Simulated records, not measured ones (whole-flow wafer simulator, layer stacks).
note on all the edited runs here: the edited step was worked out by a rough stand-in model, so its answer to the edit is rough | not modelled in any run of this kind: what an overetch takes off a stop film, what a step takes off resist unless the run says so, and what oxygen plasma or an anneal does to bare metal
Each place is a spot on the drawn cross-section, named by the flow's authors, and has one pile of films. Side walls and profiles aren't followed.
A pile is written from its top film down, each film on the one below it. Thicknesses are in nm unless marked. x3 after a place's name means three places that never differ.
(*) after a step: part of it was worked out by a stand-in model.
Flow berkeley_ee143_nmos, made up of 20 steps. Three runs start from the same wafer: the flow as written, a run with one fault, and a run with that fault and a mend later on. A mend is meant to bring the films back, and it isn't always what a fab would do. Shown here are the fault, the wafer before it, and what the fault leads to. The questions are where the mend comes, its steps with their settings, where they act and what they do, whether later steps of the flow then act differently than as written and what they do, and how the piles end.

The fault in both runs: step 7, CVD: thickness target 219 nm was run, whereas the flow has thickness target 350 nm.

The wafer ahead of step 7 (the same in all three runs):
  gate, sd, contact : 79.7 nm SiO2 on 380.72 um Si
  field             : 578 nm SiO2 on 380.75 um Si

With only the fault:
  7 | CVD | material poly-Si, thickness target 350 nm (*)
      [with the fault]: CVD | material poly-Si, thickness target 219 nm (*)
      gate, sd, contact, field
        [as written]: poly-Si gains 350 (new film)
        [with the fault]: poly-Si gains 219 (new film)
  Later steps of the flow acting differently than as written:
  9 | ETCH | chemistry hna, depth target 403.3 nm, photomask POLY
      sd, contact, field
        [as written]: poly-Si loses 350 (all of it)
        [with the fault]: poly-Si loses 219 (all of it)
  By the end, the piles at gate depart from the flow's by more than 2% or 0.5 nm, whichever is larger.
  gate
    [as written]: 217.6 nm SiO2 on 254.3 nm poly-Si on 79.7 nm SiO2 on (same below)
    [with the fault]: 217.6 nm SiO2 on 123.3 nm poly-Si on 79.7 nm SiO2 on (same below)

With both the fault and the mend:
  The mend follows step 7.
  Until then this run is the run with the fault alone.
  7a | CVD | material poly-Si, thickness target 131 nm (*) (a further turn of the flow's step 7, with different settings)
      gate, sd, contact, field
        poly-Si gains 131
  None of the later steps of the flow acts differently than as written at any place that is followed.
  At every place that both follow, the piles at the end match the flow's.
